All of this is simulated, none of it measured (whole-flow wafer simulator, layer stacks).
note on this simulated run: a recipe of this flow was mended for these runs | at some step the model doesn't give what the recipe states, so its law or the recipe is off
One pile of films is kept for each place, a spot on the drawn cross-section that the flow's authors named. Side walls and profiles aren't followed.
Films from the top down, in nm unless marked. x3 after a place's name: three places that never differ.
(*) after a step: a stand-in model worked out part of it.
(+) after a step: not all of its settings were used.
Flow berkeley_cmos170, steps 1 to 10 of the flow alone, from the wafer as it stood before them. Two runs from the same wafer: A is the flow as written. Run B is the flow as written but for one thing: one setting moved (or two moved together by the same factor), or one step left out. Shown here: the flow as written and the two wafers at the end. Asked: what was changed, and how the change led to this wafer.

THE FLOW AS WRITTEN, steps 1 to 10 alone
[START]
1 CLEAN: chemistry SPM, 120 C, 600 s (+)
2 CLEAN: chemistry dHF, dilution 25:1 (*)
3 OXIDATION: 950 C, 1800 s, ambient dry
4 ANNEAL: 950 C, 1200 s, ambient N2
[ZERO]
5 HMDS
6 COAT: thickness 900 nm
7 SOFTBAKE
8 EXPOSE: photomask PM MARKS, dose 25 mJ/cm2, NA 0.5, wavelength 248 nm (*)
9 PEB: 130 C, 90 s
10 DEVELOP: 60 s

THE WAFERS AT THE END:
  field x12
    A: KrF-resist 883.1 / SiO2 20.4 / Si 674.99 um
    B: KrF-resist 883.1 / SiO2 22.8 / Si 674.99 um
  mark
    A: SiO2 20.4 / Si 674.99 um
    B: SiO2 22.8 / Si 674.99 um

The cause: step 3, OXIDATION: 2160 s was run, where the flow has 1800 s.

How the change led to this, step by step:
  3 OXIDATION: 950 C, 1800 s, ambient dry
      field x12, mark: A SiO2 +20.4 (new film), Si -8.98 | B SiO2 +22.8 (new film), Si -10
